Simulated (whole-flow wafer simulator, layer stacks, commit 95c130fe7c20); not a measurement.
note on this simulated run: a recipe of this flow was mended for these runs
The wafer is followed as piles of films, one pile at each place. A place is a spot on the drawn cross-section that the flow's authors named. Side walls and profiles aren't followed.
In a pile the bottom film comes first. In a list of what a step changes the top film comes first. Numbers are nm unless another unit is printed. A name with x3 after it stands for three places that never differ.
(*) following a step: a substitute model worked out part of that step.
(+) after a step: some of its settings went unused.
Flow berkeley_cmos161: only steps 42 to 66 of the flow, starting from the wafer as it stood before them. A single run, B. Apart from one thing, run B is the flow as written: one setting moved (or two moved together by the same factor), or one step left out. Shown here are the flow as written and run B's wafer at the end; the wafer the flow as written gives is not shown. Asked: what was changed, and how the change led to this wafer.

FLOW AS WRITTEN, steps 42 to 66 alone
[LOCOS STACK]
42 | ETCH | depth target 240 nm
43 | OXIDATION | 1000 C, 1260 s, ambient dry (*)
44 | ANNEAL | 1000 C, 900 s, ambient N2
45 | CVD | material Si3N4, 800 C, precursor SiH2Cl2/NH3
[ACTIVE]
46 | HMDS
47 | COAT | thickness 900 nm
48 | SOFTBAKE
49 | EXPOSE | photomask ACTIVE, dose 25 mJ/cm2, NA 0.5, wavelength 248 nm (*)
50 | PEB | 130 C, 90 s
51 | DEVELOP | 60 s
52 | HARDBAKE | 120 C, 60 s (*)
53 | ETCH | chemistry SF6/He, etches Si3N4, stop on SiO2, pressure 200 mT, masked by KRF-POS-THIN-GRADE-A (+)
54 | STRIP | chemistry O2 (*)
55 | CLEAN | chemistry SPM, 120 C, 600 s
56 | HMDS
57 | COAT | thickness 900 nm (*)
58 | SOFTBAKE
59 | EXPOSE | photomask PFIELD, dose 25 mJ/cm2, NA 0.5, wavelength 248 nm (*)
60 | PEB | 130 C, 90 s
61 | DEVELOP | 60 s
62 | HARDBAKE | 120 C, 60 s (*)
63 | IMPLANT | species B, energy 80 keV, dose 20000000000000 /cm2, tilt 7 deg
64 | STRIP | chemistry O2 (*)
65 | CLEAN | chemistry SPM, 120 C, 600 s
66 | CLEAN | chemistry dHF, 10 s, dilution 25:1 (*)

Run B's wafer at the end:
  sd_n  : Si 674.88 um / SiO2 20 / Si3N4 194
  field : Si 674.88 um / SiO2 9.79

The reason: step 43, OXIDATION: 970 C was run, while the flow as written has 1000 C.

The path from the change to this, step by step:
  43 | OXIDATION | 1000 C, 1260 s, ambient dry (*)
      field, sd_n, spacer_n and 6 more: SiO2 gains 20 (new film), Si loses 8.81 (it would be, as written: SiO2 gains 26.6 (new film), Si loses 11.7)
